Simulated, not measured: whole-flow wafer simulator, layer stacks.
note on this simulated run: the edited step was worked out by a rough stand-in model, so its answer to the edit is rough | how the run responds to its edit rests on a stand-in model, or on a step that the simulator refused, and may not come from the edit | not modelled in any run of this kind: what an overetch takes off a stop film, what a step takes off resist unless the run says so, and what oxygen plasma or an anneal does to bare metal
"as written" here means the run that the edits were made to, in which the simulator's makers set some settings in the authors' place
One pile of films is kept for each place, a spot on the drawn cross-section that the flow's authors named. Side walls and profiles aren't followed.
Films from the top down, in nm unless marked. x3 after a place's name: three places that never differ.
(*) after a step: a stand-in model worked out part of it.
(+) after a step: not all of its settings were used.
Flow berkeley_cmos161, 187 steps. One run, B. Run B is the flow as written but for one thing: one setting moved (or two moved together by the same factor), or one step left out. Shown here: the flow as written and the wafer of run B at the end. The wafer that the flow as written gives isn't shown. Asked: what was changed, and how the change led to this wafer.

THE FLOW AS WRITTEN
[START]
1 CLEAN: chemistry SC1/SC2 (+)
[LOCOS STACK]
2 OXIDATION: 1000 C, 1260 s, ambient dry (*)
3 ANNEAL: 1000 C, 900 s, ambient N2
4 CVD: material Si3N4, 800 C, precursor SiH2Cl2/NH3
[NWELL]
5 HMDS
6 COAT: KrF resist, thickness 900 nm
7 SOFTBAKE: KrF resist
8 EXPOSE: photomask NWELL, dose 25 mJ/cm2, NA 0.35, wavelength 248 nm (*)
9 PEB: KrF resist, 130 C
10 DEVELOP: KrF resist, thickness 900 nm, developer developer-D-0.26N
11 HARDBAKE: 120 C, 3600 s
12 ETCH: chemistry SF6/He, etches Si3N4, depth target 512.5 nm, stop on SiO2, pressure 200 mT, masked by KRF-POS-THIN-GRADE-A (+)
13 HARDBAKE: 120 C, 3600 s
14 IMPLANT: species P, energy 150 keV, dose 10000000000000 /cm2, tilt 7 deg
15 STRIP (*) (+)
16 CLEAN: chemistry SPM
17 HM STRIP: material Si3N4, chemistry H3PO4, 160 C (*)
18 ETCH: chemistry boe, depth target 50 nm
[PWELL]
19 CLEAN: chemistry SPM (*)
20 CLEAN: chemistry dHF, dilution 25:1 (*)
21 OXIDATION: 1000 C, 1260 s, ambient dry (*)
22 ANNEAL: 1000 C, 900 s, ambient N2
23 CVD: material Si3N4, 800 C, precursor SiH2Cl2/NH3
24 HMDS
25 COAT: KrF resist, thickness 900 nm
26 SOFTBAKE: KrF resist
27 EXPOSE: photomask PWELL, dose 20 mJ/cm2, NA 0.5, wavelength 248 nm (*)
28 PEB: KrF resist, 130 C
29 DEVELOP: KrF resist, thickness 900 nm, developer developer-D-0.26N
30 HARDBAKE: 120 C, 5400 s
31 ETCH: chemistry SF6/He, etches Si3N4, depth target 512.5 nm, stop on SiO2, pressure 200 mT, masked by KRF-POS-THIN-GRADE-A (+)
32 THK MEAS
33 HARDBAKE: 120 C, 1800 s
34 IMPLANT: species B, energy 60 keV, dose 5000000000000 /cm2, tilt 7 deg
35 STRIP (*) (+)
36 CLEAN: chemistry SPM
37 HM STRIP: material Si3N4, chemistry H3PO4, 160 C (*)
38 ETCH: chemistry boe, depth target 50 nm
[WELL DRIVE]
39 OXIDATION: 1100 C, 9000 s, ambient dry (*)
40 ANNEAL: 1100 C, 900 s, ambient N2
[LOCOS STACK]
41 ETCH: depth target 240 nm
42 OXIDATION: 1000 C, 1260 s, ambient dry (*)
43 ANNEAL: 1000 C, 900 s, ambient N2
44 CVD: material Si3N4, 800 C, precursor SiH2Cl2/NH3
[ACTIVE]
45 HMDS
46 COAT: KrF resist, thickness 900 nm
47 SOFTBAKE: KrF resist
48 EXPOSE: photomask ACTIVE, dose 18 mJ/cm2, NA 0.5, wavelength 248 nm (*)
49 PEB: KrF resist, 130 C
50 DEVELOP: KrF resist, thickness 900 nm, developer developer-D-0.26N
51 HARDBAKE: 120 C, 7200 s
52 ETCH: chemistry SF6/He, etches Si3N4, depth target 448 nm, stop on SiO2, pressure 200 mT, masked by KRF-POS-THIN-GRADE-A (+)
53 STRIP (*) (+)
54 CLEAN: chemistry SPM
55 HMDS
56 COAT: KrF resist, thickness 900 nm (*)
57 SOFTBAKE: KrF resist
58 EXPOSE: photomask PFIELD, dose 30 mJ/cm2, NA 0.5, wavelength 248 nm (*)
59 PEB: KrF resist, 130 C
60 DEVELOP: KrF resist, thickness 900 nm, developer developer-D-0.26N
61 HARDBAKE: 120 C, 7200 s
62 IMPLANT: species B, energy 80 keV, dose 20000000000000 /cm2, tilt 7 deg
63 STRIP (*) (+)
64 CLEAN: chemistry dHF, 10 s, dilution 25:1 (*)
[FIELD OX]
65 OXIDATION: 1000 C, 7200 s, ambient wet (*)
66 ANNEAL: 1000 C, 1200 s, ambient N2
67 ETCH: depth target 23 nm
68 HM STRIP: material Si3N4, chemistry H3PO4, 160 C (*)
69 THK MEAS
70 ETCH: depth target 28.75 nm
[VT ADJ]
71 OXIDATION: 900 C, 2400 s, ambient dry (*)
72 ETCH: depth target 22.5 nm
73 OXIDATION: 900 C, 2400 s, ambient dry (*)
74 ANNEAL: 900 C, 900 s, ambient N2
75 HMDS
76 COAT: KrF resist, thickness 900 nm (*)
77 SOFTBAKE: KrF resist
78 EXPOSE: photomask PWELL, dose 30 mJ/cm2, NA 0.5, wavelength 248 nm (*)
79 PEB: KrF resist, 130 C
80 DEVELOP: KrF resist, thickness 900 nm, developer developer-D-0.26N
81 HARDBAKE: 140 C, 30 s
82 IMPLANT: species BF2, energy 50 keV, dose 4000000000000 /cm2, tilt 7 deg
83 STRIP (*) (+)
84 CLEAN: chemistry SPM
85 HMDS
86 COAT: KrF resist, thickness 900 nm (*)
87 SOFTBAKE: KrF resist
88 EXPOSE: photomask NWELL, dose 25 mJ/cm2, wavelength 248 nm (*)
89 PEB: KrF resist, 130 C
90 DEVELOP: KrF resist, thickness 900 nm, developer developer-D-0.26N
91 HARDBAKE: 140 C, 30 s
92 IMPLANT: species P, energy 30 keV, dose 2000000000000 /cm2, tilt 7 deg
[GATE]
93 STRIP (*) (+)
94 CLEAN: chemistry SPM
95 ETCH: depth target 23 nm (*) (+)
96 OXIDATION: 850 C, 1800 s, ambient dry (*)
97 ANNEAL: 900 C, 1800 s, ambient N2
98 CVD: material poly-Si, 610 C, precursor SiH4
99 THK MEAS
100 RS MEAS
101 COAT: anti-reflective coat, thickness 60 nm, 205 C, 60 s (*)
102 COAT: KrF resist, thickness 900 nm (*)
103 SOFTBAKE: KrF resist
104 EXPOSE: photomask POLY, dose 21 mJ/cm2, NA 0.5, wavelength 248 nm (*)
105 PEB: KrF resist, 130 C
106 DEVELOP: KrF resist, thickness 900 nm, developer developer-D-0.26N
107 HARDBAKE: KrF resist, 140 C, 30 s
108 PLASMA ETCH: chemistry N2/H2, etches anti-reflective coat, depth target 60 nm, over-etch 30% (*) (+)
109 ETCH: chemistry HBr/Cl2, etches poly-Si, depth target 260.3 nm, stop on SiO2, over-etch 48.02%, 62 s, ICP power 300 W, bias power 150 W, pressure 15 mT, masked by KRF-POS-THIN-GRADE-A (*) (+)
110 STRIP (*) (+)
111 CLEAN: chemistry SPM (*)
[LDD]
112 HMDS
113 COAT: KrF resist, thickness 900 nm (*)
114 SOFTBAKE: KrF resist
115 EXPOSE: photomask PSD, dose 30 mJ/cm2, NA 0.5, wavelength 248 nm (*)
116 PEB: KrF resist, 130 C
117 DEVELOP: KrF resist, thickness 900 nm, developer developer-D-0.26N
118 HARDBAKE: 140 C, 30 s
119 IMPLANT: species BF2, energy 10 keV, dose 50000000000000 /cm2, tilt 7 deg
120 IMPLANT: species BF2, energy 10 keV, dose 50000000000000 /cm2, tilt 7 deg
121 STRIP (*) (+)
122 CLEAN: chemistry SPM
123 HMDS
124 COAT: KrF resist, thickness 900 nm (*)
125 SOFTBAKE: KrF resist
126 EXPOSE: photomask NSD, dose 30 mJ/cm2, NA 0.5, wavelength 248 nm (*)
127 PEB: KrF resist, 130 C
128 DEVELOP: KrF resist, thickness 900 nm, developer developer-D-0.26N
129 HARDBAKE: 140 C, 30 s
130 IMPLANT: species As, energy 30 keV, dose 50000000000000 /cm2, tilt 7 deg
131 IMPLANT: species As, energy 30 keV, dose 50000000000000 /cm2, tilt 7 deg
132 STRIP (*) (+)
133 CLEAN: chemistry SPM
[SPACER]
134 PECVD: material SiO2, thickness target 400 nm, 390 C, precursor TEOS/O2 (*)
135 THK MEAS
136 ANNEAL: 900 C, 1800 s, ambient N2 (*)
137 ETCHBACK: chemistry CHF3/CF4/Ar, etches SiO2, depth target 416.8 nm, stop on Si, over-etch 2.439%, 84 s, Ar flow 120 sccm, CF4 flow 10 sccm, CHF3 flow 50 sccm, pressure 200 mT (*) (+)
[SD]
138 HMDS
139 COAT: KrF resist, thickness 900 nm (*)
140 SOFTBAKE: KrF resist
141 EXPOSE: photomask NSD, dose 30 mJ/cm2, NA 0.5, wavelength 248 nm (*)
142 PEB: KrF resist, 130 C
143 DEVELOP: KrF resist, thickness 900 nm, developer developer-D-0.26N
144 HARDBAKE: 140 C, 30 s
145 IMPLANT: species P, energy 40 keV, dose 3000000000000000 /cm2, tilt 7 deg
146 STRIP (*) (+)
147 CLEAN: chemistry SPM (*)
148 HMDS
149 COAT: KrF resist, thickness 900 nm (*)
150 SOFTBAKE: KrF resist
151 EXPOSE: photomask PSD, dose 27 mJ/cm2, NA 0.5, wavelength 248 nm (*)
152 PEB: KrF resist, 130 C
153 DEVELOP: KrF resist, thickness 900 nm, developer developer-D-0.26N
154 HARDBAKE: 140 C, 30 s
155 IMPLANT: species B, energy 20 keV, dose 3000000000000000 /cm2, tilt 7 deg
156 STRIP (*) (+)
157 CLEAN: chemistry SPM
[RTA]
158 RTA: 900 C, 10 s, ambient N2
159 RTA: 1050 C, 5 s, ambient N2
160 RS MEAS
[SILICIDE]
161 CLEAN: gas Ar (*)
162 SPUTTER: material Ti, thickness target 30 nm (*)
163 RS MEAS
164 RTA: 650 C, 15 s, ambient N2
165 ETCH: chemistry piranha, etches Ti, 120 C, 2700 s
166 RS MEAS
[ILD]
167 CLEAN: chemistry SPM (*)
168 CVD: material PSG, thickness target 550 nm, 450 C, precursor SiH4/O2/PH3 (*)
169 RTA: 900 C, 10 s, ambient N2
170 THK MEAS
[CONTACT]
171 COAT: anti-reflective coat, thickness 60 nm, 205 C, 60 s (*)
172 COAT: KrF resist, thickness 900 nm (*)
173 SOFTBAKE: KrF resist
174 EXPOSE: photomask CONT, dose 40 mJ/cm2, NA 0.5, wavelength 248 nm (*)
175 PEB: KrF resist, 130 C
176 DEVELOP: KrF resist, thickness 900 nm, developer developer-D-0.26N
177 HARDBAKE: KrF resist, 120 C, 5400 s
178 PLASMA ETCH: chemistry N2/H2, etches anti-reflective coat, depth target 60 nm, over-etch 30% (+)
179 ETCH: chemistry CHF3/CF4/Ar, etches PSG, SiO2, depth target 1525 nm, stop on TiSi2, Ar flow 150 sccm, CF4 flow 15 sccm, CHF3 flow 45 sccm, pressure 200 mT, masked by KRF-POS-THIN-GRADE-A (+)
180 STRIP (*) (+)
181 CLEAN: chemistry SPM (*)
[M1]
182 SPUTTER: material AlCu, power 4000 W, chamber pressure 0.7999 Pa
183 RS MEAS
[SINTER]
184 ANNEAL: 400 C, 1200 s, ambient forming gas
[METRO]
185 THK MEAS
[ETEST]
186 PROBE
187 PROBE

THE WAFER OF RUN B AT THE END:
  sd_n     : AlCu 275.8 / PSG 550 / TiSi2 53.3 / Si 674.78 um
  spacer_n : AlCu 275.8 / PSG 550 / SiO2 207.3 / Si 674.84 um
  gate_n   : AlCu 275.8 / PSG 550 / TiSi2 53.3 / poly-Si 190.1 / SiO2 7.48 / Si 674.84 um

The cause: step 2, OXIDATION: 1200 C was run, where the flow has 1000 C.

How the change led to this, step by step:
  2 OXIDATION: 1000 C, 1260 s, ambient dry (*)
      field, sd_n, spacer_n and 6 more: SiO2 +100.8 (new film), chemical SiO2 -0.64 (all of it), Si -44 (as written it would be: SiO2 +26.6 (new film), chemical SiO2 -0.64 (all of it), Si -11.4)
  18 ETCH: chemistry boe, depth target 50 nm
      field, sd_n, spacer_n, gate_n, contact, m1: SiO2 -50 (as written it would be: SiO2 -24.5 (all of it))
      sd_p, spacer_p, gate_p: SiO2 -50 (as written it would be: SiO2 -14.3 (all of it))
  19 CLEAN: chemistry SPM (*)
      field, sd_n, spacer_n and 6 more: nothing (as written it would be: chemical SiO2 +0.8 (new film), Si -0.35)
  20 CLEAN: chemistry dHF, dilution 25:1 (*)
      field, sd_n, spacer_n and 6 more: nothing (as written it would be: chemical SiO2 -0.8 (all of it))
  21 OXIDATION: 1000 C, 1260 s, ambient dry (*)
      field, sd_n, spacer_n, gate_n, contact, m1: SiO2 +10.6, Si -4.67 (as written it would be: SiO2 +26.6 (new film), Si -11.7)
      sd_p, spacer_p, gate_p: SiO2 +11.3, Si -4.98 (as written it would be: SiO2 +26.6 (new film), Si -11.7)
  38 ETCH: chemistry boe, depth target 50 nm
      m1: SiO2 -50 (as written it would be: SiO2 -24.4 (all of it))
      field, sd_n, spacer_n, gate_n, contact: SiO2 -44.9 (all of it) (as written it would be: SiO2 -12.2 (all of it))
      (and at 3 more places)
  39 OXIDATION: 1100 C, 9000 s, ambient dry (*)
      m1: SiO2 +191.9, Si -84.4 (as written it would be: SiO2 +197.6 (new film), Si -86.9)
